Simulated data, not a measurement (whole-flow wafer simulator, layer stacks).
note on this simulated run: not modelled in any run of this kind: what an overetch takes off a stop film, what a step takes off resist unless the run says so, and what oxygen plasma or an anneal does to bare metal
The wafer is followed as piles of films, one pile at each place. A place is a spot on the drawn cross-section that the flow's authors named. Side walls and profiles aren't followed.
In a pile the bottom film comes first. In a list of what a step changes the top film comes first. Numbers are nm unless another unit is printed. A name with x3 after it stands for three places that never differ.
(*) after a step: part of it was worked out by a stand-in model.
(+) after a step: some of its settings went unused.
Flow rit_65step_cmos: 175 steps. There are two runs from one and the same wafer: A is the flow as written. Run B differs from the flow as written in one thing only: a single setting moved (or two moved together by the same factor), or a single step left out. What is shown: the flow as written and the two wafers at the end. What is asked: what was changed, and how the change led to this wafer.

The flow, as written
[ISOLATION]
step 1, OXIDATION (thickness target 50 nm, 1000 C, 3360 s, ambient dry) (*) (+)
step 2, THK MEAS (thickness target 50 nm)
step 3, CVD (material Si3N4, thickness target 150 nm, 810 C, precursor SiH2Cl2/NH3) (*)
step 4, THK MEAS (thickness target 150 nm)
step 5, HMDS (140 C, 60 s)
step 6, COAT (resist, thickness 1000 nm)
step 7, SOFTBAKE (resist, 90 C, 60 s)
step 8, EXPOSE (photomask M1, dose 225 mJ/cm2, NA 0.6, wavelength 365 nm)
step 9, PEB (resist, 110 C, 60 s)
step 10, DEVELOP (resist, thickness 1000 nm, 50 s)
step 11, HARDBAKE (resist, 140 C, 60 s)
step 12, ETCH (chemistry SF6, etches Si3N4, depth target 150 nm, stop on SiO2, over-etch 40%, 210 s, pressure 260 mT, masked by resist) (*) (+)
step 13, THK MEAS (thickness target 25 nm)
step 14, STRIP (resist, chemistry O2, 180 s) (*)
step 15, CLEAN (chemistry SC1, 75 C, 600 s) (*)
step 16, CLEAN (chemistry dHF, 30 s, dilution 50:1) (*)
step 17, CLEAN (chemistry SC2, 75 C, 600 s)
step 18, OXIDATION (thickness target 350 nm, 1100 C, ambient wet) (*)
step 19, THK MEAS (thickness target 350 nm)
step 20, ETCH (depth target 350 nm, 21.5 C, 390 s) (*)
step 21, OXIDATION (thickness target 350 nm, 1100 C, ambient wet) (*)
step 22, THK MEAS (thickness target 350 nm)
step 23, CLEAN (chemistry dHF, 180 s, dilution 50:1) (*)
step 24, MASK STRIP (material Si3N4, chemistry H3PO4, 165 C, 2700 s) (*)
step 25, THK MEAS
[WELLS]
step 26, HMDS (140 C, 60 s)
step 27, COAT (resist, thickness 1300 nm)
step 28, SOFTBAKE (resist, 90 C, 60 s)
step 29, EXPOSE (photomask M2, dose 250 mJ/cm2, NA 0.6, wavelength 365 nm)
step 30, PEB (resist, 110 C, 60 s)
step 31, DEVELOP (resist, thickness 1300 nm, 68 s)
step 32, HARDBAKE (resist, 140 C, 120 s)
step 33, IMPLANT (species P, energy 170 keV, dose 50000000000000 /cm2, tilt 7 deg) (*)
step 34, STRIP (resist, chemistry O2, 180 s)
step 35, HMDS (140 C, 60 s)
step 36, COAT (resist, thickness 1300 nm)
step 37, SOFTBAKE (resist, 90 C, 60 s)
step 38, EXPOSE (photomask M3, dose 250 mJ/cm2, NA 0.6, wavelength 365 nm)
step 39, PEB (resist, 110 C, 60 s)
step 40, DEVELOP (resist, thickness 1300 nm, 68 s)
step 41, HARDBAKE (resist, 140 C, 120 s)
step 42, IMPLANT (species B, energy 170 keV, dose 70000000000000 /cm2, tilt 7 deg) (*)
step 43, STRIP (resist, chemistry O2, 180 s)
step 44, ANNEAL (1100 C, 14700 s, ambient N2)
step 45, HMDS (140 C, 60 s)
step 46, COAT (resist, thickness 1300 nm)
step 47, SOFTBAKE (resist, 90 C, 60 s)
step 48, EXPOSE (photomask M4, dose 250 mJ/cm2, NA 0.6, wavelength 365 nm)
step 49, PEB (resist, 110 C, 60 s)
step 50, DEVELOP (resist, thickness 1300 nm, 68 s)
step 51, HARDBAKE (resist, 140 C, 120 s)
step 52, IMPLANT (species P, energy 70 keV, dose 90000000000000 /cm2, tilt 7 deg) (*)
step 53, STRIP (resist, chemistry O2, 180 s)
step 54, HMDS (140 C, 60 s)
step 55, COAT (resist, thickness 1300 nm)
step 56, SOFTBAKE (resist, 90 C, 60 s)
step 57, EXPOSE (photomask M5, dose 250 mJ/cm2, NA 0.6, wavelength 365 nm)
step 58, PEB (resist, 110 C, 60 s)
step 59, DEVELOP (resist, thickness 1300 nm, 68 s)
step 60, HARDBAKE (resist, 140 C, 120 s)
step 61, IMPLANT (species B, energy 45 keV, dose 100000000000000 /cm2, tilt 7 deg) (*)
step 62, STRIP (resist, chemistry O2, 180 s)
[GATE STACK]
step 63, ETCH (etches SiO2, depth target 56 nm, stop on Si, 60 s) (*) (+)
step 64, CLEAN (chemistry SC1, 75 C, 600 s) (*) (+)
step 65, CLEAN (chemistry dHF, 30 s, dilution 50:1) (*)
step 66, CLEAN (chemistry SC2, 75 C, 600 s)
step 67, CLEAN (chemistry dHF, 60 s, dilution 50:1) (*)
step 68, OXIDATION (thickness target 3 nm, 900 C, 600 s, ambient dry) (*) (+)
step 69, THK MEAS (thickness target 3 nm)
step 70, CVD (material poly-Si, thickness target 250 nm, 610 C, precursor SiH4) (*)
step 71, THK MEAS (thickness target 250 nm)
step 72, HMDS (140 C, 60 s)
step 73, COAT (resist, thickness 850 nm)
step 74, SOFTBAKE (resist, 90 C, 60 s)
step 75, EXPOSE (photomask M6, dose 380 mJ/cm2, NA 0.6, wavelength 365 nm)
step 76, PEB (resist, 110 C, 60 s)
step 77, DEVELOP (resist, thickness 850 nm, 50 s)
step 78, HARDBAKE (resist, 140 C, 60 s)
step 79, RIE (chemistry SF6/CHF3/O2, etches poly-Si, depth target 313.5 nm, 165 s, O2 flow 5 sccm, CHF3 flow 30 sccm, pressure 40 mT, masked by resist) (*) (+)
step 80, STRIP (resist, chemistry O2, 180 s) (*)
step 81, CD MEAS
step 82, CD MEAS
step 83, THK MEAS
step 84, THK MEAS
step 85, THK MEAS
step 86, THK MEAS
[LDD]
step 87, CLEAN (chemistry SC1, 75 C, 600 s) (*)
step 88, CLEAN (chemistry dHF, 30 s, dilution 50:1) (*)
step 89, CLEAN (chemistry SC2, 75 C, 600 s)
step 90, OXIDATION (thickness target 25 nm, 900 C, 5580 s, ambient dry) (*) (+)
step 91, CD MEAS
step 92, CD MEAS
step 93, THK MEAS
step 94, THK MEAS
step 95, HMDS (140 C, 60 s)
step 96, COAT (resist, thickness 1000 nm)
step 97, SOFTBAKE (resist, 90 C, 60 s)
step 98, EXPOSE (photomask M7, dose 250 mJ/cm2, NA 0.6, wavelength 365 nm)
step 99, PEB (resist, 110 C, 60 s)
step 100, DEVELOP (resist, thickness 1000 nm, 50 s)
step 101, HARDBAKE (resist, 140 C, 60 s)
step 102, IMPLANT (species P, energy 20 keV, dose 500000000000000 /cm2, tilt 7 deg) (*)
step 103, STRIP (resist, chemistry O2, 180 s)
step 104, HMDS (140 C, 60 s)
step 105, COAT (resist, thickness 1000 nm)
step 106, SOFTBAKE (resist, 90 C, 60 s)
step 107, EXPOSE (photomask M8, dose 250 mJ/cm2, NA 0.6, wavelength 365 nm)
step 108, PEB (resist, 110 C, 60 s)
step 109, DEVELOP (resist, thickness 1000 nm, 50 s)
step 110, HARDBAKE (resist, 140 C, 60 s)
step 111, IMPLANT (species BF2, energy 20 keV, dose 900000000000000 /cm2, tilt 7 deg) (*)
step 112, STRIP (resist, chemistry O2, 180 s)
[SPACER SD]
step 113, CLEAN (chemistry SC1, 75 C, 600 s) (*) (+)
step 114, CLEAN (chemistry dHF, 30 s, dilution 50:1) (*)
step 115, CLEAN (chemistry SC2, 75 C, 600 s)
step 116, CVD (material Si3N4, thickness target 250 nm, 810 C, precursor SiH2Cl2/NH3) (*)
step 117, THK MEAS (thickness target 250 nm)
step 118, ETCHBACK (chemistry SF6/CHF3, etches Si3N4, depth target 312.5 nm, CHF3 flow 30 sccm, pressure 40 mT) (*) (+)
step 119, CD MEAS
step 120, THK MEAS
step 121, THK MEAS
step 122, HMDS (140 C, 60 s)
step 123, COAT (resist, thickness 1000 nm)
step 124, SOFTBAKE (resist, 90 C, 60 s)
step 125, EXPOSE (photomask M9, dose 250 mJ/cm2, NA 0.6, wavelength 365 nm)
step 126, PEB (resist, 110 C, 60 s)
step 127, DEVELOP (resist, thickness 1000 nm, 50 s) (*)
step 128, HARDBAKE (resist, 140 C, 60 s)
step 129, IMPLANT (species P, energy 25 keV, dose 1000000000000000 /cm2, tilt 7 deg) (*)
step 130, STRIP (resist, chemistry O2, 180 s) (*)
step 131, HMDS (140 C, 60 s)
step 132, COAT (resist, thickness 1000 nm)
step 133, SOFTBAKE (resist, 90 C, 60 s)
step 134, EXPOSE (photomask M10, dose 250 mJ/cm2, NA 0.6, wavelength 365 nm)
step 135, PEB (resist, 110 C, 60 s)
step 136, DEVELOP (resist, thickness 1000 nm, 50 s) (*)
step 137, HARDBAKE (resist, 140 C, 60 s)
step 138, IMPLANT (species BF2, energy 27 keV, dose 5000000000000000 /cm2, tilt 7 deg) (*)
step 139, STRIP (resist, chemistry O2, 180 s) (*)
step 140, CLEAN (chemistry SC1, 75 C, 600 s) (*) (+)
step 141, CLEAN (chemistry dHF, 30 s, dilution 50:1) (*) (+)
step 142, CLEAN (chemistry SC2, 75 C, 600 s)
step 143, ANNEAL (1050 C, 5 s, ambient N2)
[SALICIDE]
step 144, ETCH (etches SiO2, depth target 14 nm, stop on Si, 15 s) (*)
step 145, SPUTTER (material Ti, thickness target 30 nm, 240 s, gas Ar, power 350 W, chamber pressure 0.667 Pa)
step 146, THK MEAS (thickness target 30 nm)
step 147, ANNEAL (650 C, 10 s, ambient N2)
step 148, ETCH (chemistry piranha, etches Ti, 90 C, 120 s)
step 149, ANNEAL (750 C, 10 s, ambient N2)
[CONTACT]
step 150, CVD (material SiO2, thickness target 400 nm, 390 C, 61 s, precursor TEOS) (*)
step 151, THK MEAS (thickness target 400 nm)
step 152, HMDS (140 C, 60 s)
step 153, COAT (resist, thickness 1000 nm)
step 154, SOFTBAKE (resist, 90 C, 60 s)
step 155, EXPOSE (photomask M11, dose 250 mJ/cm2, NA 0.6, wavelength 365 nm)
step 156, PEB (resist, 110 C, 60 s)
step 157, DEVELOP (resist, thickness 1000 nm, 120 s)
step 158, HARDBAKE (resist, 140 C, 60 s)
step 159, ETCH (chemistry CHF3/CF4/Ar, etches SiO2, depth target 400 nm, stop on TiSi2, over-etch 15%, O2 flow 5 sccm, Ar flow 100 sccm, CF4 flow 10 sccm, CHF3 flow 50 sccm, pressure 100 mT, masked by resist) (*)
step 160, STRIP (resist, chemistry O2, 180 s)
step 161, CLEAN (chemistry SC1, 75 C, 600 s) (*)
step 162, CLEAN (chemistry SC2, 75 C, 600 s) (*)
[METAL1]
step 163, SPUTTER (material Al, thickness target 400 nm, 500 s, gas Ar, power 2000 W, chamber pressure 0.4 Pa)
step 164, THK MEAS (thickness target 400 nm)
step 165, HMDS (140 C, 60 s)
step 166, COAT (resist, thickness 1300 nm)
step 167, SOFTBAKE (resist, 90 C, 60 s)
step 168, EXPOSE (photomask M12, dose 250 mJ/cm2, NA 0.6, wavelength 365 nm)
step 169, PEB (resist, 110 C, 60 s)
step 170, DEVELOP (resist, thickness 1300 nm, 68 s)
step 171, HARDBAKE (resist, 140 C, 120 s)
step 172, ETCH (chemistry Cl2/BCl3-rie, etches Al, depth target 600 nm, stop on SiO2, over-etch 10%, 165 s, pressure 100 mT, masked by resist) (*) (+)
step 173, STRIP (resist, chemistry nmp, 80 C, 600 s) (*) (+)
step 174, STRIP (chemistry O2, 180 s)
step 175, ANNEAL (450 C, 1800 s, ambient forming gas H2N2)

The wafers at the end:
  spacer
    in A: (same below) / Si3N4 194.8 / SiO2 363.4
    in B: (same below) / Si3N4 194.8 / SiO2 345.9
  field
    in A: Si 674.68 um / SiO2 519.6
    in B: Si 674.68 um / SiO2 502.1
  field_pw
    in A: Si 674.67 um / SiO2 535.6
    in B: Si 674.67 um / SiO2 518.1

Cause: step 163, SPUTTER: thickness target 260 nm was run, while the flow as written has thickness target 400 nm.

How this came from the change, step by step:
  step 163, SPUTTER (material Al, thickness target 400 nm, 500 s, gas Ar, power 2000 W, chamber pressure 0.4 Pa)
      field, field_p, spacer, spacer_p: A +400 Al (new film) | B +260 Al (new film)
      gate_n, gate_p: A +396 Al (new film) | B +260 Al (new film)
      (as well as at 2 more places)
  step 172, ETCH (chemistry Cl2/BCl3-rie, etches Al, depth target 600 nm, stop on SiO2, over-etch 10%, 165 s, pressure 100 mT, masked by resist) (*) (+)
      field, field_p, spacer, spacer_p: A -400 Al (all of it), -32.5 SiO2 | B -260 Al (all of it), -50 SiO2
      gate_n, gate_p: A -396 Al (all of it), -33 SiO2 | B -260 Al (all of it), -50 SiO2
      (as well as at 2 more places)
